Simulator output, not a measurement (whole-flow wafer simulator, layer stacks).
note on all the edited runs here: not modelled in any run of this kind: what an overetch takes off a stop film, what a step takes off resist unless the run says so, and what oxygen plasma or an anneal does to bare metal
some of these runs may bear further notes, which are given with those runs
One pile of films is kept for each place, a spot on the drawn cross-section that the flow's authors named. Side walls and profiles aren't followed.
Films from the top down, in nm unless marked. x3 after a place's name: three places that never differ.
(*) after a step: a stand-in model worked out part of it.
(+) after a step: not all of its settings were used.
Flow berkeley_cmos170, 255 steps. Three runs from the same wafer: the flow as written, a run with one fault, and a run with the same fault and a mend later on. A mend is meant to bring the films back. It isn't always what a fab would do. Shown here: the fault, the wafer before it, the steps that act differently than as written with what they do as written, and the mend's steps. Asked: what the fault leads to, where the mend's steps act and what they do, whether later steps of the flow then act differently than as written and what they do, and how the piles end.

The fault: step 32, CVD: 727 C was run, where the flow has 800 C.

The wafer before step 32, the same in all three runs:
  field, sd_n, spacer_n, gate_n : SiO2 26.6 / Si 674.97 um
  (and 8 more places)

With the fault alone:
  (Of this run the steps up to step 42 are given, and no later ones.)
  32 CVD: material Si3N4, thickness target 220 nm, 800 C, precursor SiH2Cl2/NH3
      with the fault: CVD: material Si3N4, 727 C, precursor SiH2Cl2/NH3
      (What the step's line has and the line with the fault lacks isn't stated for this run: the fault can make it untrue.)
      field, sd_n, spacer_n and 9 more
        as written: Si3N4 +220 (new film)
        with the fault: Si3N4 +75.5 (new film)
  Later steps of the flow that act differently than as written:
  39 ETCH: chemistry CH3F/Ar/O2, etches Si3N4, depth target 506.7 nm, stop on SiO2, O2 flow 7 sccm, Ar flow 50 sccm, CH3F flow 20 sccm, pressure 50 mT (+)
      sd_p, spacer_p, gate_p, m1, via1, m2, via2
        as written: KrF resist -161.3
        with the fault: KrF resist -65
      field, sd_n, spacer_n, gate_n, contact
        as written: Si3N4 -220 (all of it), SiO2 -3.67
        with the fault: Si3N4 -75.5 (all of it), SiO2 -3.67
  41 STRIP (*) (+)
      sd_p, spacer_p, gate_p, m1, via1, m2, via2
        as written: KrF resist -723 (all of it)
        with the fault: KrF resist -819.3 (all of it)
  After step 42 the piles differ from the flow's by more than 2% or 0.5 nm, whichever is larger, at sd_p, spacer_p, gate_p, m1, via1, m2, via2.
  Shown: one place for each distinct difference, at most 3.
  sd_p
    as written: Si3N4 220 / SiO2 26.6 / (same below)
    with the fault: Si3N4 75.5 / SiO2 26.6 / (same below)

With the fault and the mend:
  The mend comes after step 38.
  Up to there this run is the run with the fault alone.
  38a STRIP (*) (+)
      sd_p, spacer_p, gate_p, m1, via1, m2, via2
        KrF resist -884.4 (all of it)
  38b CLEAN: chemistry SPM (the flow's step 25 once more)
      changes no film at any place that is followed
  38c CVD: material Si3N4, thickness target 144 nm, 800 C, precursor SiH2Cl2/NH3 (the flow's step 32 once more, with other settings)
      field, sd_n, spacer_n and 9 more
        Si3N4 +144
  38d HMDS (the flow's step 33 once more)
      changes no film at any place that is followed
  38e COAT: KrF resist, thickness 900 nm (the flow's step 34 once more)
      field, sd_n, spacer_n and 9 more
        KrF resist +900 (new film)
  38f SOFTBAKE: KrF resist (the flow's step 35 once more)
      changes no film at any place that is followed
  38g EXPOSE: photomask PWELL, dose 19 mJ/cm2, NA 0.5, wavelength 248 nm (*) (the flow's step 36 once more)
      changes no film at any place that is followed
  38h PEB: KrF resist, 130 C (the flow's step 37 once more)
      field, sd_n, spacer_n and 9 more
        KrF resist -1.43
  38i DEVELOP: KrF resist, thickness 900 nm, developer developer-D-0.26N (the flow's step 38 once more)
      sd_p, spacer_p, gate_p, m1, via1, m2, via2
        KrF resist -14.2
      field, sd_n, spacer_n, gate_n, contact
        KrF resist -898.6 (all of it)
  No later step of the flow acts differently than as written, at any place that is followed, by more than 2% or 0.5 nm, whichever is larger.
  At the end the piles are the same as the flow's at every place that both follow.
